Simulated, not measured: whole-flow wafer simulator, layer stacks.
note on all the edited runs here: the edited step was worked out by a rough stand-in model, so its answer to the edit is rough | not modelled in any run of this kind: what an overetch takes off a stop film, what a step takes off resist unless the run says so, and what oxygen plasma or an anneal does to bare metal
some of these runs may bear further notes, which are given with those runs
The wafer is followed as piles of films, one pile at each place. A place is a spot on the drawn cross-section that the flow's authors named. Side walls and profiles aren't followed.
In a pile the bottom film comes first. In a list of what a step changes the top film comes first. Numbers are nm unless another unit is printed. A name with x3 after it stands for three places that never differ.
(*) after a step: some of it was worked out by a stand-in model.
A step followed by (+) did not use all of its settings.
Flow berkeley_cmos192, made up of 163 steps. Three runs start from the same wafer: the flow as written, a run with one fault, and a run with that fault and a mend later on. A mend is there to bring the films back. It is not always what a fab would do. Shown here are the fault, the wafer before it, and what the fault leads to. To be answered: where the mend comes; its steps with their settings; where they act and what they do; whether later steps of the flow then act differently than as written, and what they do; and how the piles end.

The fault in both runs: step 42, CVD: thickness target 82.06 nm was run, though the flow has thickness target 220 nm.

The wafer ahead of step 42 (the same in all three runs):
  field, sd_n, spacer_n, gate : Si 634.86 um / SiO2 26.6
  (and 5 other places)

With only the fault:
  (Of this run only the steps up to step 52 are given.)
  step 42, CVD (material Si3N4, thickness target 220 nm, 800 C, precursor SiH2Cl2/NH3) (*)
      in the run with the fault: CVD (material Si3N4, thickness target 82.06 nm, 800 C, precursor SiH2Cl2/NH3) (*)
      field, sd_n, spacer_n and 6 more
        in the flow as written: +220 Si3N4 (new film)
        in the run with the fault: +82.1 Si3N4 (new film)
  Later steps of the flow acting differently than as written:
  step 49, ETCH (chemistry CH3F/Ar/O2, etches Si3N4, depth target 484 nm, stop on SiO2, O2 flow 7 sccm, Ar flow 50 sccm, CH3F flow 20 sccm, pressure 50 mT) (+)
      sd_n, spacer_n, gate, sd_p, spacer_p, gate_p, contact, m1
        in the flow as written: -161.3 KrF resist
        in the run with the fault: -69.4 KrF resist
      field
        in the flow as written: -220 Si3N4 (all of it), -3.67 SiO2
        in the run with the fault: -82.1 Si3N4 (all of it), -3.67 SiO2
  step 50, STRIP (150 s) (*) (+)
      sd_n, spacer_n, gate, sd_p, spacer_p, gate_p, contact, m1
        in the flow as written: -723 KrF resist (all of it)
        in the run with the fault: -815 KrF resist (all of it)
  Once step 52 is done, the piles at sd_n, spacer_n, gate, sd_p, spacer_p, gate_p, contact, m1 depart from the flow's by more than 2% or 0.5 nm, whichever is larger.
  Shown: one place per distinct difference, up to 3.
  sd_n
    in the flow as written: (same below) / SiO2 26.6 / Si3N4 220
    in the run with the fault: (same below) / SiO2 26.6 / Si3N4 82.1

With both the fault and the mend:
  The mend follows step 42.
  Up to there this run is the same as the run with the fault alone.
  step 42a, ETCH (chemistry h3po4, depth target 94.37 nm)
      field, sd_n, spacer_n and 6 more
        -82.1 Si3N4 (all of it)
  step 42b, CLEAN (chemistry SPM) (the flow's step 34 again)
      does not change any film at any place that is followed
  step 42c, CVD (material Si3N4, thickness target 220 nm, 800 C, precursor SiH2Cl2/NH3) (*) (the flow's step 42 again)
      field, sd_n, spacer_n and 6 more
        +220 Si3N4 (new film)
  None of the later steps of the flow acts differently than as written at any place that is followed.
  At every place that both follow, the piles at the end match the flow's.
